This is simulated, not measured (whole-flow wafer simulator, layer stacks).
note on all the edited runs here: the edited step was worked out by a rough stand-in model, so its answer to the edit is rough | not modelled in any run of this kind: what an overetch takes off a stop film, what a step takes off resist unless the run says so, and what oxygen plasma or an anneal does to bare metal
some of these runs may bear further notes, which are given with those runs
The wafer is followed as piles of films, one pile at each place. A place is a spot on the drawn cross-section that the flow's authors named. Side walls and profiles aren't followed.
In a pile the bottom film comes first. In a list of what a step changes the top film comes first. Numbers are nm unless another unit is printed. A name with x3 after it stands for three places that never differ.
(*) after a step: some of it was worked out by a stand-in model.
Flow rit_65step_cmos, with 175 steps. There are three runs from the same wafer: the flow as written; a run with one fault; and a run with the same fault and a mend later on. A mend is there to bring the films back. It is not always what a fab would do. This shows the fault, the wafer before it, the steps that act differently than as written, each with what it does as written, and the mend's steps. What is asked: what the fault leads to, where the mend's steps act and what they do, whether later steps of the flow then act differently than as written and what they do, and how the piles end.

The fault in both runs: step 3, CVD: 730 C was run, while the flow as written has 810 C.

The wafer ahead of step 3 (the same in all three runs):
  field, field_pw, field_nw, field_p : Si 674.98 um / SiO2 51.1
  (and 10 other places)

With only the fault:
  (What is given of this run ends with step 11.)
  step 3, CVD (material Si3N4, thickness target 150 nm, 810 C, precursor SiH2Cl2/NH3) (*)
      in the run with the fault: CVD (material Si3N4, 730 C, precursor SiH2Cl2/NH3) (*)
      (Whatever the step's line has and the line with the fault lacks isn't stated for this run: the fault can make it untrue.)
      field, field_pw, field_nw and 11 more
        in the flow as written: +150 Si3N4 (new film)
        in the run with the fault: +40.8 Si3N4 (new film)
  Every later step of the flow up to step 11 that is run acts as written at every place that is followed.
  Once step 11 is done, the piles at field, field_pw, field_nw and 11 more depart from the flow's by more than 2% or 0.5 nm, whichever is larger.
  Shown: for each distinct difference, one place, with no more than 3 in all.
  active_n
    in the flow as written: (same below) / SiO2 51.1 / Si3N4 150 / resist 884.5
    in the run with the fault: (same below) / SiO2 51.1 / Si3N4 40.8 / resist 884.5
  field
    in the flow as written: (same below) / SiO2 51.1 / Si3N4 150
    in the run with the fault: (same below) / SiO2 51.1 / Si3N4 40.8

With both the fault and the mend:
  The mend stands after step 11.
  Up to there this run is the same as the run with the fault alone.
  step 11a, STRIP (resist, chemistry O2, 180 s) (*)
      active_n, active_p, gate_n and 7 more
        -884.5 resist (all of it)
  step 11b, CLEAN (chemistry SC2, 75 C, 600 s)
      leaves every film unchanged at each place that is followed
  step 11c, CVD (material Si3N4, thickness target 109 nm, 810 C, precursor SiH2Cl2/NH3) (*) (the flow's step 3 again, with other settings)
      field, field_pw, field_nw and 11 more
        +109 Si3N4
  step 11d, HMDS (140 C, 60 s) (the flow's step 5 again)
      leaves every film unchanged at each place that is followed
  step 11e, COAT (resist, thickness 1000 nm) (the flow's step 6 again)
      field, field_pw, field_nw and 11 more
        +1000 resist (new film)
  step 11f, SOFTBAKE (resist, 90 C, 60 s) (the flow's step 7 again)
      leaves every film unchanged at each place that is followed
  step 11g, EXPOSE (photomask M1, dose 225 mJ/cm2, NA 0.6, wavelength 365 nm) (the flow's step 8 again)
      leaves every film unchanged at each place that is followed
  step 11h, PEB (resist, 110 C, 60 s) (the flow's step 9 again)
      field, field_pw, field_nw and 11 more
        -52 resist
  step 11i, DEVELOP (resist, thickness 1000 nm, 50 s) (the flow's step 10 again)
      field, field_pw, field_nw, field_p
        -948 resist (all of it)
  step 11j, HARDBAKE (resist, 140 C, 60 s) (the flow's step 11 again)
      active_n, active_p, gate_n and 7 more
        -63.5 resist
  Every later step of the flow that is run acts as written, at every place that is followed, to within 2% or 0.5 nm, whichever is larger.
  At every place that both follow, the piles at the end match the flow's.
